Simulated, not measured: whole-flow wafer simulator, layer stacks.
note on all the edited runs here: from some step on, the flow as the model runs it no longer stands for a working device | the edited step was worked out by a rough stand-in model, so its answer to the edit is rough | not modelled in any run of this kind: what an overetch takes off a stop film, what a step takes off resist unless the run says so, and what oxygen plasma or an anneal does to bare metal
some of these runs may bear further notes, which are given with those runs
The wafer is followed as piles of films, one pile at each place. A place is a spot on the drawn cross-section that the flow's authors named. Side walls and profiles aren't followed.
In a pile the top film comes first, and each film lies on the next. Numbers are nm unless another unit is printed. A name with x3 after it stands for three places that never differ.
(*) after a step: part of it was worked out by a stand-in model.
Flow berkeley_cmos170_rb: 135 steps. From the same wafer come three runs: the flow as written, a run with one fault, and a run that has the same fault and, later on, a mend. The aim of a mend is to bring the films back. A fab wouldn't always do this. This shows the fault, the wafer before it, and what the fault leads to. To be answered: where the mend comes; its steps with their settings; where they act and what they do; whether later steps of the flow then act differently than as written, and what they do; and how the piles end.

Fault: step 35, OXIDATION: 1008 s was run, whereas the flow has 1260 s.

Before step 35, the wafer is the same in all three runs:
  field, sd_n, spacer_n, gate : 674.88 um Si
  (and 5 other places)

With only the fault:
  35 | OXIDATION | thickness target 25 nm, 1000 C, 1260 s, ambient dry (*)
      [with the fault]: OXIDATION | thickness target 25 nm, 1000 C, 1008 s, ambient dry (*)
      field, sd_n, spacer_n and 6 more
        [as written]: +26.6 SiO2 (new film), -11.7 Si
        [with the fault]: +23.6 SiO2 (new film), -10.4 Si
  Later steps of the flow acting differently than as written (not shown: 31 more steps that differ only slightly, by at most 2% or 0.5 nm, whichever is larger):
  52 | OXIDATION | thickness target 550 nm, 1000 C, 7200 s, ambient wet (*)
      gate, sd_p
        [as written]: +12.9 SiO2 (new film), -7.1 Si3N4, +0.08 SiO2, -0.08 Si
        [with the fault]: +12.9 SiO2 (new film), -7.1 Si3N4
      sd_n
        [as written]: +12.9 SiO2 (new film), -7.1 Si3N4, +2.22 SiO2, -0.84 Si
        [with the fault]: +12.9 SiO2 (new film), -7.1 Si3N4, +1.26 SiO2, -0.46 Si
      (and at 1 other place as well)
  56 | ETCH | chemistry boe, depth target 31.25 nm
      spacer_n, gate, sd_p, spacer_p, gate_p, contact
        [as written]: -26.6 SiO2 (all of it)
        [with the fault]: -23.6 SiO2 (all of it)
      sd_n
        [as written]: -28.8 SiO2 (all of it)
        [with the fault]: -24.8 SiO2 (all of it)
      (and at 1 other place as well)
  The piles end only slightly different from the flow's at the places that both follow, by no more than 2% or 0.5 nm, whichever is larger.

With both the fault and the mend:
  After step 35 comes the mend.
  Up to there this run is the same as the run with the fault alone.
  35a | OXIDATION | thickness target 25 nm, 1000 C, 252 s, ambient dry (*) (the flow's step 35 again, with other settings)
      field, sd_n, spacer_n and 6 more
        +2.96 SiO2, -1.3 Si
  Every later step of the flow that is run acts as written at every place that is followed.
  At every place that both follow, the piles at the end match the flow's.
